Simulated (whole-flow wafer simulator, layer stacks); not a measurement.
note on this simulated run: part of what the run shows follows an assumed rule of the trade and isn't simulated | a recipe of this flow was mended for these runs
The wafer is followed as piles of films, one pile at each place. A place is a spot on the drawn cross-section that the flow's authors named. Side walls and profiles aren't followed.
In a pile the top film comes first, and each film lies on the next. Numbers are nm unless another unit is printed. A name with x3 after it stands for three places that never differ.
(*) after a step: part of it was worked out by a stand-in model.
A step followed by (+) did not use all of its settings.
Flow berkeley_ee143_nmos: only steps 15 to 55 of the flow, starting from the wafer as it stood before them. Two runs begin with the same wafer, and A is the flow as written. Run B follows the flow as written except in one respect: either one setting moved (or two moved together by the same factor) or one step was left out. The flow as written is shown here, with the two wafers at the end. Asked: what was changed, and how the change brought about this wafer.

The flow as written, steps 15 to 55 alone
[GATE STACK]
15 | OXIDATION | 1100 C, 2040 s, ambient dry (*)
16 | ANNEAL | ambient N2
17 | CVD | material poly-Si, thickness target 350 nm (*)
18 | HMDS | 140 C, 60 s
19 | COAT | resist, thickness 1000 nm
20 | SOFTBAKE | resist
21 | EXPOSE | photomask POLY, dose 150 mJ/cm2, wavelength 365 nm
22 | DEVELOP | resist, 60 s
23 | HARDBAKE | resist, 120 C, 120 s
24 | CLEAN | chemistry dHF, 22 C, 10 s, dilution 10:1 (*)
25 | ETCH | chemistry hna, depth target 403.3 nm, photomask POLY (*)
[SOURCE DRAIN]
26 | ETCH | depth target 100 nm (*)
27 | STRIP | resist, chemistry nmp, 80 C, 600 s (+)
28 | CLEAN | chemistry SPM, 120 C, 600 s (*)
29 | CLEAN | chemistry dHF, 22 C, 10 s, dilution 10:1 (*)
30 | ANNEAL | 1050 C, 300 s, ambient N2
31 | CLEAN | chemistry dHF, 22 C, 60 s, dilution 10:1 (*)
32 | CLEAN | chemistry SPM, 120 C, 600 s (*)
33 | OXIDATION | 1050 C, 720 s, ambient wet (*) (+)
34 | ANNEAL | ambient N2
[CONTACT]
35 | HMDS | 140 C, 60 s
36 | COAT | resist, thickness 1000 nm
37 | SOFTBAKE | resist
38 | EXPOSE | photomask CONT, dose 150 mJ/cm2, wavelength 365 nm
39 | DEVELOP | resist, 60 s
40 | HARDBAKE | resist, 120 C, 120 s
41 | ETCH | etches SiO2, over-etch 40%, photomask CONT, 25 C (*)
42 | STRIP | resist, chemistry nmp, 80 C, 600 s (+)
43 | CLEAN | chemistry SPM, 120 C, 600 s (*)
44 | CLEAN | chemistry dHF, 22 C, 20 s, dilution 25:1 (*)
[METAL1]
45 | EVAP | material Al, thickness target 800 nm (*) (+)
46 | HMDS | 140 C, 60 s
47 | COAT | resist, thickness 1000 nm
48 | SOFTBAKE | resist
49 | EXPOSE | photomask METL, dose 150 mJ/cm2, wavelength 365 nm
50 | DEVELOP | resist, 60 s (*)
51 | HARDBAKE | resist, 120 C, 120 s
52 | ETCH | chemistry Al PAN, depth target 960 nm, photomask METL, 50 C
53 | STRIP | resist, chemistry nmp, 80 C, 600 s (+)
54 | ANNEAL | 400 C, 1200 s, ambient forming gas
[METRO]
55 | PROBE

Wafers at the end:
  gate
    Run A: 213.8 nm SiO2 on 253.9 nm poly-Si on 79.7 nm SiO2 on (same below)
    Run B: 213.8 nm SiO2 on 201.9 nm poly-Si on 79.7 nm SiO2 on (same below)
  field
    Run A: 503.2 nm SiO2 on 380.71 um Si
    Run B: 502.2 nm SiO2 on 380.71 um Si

The reason: step 17, CVD: thickness target 298 nm was run, while the flow as written has thickness target 350 nm.

Step by step, how the change led to this:
  17 | CVD | material poly-Si, thickness target 350 nm (*)
      gate, sd, contact, field: A poly-Si gains 350 (new film) | B poly-Si gains 298 (new film)
  25 | ETCH | chemistry hna, depth target 403.3 nm, photomask POLY (*)
      sd, contact, field: A poly-Si loses 350 (all of it), SiO2 loses 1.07 | B poly-Si loses 298 (all of it), SiO2 loses 2.11
  36 | COAT | resist, thickness 1000 nm
      gate: A resist gains 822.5 (new film) | B resist gains 849.9 (new film)
  40 | HARDBAKE | resist, 120 C, 120 s
      gate: A resist loses 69 | B resist loses 71.4
  42 | STRIP | resist, chemistry nmp, 80 C, 600 s (+)
      gate: A resist loses 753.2 (all of it) | B resist loses 778.1 (all of it)
  47 | COAT | resist, thickness 1000 nm
      gate: A resist gains 834.7 (new film) | B resist gains 861.2 (new film)
  50 | DEVELOP | resist, 60 s (*)
      gate: A resist loses 834.7 (all of it), Al loses 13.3 | B resist loses 861.2 (all of it), Al loses 13.3
